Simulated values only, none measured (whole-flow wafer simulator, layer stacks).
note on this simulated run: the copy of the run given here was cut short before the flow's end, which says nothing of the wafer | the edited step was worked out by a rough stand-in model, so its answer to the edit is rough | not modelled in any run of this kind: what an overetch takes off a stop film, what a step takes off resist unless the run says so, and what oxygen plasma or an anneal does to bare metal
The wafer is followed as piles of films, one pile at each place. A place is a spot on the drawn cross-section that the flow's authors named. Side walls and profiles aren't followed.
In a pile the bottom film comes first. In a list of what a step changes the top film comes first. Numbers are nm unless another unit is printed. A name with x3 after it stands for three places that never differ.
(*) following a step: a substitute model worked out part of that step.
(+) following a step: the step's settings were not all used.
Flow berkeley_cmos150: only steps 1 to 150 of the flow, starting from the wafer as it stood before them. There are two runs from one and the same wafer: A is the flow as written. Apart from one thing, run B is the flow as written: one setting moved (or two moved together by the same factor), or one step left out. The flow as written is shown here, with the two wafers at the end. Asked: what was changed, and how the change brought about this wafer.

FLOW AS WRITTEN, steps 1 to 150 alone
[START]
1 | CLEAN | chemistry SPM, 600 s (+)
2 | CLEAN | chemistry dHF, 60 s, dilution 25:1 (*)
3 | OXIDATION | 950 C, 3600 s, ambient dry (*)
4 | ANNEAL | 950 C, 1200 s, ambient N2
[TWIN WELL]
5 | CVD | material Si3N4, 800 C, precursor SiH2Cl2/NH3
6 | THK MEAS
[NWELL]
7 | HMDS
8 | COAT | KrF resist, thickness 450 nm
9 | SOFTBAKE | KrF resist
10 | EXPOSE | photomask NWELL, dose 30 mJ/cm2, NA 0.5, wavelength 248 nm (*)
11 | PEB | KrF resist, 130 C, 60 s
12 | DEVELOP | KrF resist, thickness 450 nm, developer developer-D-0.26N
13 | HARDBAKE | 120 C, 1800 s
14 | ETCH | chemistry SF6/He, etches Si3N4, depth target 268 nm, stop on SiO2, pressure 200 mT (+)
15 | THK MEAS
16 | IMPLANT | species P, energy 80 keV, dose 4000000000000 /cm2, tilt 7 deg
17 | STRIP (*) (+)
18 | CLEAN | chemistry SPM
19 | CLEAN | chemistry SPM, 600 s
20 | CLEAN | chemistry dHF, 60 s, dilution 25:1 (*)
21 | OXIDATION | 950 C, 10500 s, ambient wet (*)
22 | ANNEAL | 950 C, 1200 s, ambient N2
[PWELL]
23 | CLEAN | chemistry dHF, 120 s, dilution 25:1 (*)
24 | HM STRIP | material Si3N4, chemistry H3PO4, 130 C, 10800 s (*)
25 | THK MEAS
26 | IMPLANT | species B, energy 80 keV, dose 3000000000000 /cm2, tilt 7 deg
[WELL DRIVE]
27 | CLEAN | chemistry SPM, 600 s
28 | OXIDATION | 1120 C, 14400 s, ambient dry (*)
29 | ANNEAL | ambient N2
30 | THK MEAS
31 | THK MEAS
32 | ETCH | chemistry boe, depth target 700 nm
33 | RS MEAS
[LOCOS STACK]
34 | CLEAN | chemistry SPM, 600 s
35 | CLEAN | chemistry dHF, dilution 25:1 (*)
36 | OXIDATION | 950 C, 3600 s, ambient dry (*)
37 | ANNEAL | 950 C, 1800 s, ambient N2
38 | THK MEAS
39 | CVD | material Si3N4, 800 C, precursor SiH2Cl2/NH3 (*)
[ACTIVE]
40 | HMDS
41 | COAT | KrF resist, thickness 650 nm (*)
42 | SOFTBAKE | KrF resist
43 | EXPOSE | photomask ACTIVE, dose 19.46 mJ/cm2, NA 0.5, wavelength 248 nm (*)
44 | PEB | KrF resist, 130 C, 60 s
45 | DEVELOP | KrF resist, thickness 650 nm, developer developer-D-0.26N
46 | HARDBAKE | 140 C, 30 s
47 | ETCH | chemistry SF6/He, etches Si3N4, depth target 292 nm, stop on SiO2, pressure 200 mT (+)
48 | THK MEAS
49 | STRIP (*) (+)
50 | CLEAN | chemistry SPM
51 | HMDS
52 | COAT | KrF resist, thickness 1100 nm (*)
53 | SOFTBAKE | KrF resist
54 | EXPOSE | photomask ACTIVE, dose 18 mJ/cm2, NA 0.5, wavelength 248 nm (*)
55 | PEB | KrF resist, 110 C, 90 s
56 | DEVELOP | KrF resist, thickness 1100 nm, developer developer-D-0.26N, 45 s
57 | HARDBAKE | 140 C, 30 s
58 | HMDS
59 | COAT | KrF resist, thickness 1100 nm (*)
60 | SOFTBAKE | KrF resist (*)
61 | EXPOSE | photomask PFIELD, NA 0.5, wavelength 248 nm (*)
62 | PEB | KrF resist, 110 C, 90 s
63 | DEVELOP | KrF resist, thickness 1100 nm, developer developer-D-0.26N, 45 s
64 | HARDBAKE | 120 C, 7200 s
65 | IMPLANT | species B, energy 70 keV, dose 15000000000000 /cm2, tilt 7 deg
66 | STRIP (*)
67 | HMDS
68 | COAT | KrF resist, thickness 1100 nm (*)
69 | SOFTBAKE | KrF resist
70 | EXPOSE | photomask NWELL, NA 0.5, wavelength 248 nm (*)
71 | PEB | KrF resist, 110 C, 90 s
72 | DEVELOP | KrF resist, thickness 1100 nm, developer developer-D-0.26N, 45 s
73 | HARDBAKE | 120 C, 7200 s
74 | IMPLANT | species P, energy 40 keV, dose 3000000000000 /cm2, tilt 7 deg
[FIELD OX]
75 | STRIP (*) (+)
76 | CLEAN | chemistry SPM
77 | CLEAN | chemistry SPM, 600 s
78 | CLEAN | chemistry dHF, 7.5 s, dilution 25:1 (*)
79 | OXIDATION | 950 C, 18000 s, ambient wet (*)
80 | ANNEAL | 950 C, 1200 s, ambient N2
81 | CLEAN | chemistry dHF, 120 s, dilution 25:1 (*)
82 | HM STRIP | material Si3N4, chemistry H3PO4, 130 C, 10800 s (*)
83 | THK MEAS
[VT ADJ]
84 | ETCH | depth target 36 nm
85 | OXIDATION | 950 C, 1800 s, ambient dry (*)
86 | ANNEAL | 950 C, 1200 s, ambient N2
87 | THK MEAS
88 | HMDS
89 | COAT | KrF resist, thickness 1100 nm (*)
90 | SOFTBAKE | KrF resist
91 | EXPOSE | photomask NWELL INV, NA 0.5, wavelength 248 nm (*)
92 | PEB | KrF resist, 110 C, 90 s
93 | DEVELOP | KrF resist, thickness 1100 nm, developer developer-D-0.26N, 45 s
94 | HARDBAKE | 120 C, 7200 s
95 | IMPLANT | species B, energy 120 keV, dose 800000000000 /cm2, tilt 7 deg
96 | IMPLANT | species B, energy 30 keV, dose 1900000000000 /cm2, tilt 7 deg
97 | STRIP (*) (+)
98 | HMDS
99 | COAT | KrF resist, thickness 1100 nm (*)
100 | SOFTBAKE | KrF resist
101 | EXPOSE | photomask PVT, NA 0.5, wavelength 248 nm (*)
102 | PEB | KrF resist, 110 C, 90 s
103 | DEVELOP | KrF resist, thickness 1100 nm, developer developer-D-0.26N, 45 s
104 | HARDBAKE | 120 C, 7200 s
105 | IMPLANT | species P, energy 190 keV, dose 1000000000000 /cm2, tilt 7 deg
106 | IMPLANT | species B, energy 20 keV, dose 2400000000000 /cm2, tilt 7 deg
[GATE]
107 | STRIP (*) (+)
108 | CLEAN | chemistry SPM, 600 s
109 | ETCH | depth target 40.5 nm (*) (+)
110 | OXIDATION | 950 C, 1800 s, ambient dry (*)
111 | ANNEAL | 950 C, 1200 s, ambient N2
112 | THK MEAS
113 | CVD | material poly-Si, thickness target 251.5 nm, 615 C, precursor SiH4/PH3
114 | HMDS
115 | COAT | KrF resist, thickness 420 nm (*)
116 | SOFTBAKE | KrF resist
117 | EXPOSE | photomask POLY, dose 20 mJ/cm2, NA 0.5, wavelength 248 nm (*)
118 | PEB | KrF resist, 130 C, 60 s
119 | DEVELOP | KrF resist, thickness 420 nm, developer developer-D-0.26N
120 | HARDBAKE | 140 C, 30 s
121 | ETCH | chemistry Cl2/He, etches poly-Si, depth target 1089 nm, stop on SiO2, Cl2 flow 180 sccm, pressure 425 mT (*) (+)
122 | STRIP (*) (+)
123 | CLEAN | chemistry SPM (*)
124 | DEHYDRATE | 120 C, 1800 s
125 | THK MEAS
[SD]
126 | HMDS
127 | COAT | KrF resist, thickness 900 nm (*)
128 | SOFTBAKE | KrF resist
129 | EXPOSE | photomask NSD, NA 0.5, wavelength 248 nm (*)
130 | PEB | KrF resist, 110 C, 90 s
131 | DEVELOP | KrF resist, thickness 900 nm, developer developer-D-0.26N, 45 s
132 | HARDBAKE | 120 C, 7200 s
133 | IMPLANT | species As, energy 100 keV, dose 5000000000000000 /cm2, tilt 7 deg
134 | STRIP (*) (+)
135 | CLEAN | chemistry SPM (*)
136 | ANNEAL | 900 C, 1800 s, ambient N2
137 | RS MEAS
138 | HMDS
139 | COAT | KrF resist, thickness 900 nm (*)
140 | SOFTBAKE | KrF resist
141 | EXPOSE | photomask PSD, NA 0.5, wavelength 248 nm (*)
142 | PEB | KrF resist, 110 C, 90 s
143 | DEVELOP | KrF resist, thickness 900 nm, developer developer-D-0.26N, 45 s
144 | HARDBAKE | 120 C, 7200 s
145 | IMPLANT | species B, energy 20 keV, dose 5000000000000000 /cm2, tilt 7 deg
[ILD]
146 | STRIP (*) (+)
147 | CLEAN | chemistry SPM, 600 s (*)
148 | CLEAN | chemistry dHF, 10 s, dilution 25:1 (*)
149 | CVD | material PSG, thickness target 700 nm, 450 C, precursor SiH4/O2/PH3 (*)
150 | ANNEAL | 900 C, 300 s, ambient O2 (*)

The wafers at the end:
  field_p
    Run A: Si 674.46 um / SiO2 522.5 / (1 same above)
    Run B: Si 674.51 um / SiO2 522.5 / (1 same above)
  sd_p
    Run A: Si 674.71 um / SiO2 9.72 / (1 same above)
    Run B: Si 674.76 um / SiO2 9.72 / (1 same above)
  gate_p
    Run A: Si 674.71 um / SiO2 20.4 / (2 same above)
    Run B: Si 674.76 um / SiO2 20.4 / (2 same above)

Cause: step 21, OXIDATION: 6300 s was run, while the flow as written has 10500 s.

Step by step, how the change led to this:
  21 | OXIDATION | 950 C, 10500 s, ambient wet (*)
      field, sd_n, gate_n, contact, m1: A +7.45 SiO2 (new film), -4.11 Si3N4 | B +4.87 SiO2 (new film), -2.69 Si3N4
      field_p, sd_p, gate_p: A +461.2 SiO2, -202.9 Si | B +315.4 SiO2, -138.8 Si
  23 | CLEAN | chemistry dHF, 120 s, dilution 25:1 (*)
      field, sd_n, gate_n, contact, m1: A -7.45 SiO2 (all of it), -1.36 Si3N4 | B -4.87 SiO2 (all of it), -1.59 Si3N4
  28 | OXIDATION | 1120 C, 14400 s, ambient dry (*)
      field_p, sd_p, gate_p: A +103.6 SiO2, -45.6 Si | B +134.2 SiO2, -59 Si
  32 | ETCH | chemistry boe, depth target 700 nm
      field_p, sd_p, gate_p: A -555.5 SiO2 (all of it) | B -440.3 SiO2 (all of it)
  41 | COAT | KrF resist, thickness 650 nm (*)
      field: A +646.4 KrF resist (new film) | B +629 KrF resist (new film)
      field_p: A +715.2 KrF resist (new film) | B +690.5 KrF resist (new film)
      (and at 2 other places as well)
  45 | DEVELOP | KrF resist, thickness 650 nm, developer developer-D-0.26N
      field: A -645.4 KrF resist (all of it) | B -628.1 KrF resist (all of it)
      field_p: A -714.1 KrF resist (all of it) | B -689.4 KrF resist (all of it)
  46 | HARDBAKE | 140 C, 30 s
      sd_p: A -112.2 KrF resist | B -109.5 KrF resist
      gate_p: A -111.5 KrF resist | B -109 KrF resist
  49 | STRIP (*) (+)
      sd_p: A -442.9 KrF resist (all of it) | B -429.1 KrF resist (all of it)
      gate_p: A -439.2 KrF resist (all of it) | B -426.8 KrF resist (all of it)
  52 | COAT | KrF resist, thickness 1100 nm (*)
      field_p: A +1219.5 KrF resist (new film) | B +1188 KrF resist (new film)
      sd_p: A +1111.6 KrF resist (new film) | B +1086.1 KrF resist (new film)
      (and at 1 other place as well)
  56 | DEVELOP | KrF resist, thickness 1100 nm, developer developer-D-0.26N, 45 s
      field_p: A -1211 KrF resist (all of it) | B -1179.8 KrF resist (all of it)
  57 | HARDBAKE | 140 C, 30 s
      sd_p: A -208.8 KrF resist | B -203.9 KrF resist
      gate_p: A -209.5 KrF resist | B -204.9 KrF resist
  59 | COAT | KrF resist, thickness 1100 nm (*)
      field_p: A +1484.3 KrF resist (new film) | B +1450.1 KrF resist (new film)
  64 | HARDBAKE | 120 C, 7200 s
      field_p: A -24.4 KrF resist | B -23.7 KrF resist
  66 | STRIP (*)
      field_p: A -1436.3 KrF resist (all of it) | B -1402.9 KrF resist (all of it)
      sd_p: A -1525.1 KrF resist (all of it) | B -1493.8 KrF resist (all of it)
  68 | COAT | KrF resist, thickness 1100 nm (*)
      field_p: A +1219.5 KrF resist (new film) | B +1188 KrF resist (new film)
      sd_p: A +1111.6 KrF resist (new film) | B +1086.1 KrF resist (new film)
      (and at 1 other place as well)
  72 | DEVELOP | KrF resist, thickness 1100 nm, developer developer-D-0.26N, 45 s
      field_p: A -1211 KrF resist (all of it) | B -1179.8 KrF resist (all of it)
      sd_p: A -1103.9 KrF resist (all of it) | B -1078.6 KrF resist (all of it)
      (and at 1 other place as well)
  ... 14 further steps ...
  146 | STRIP (*) (+)
      field_p: A -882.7 KrF resist (all of it) | B -854 KrF resist (all of it)
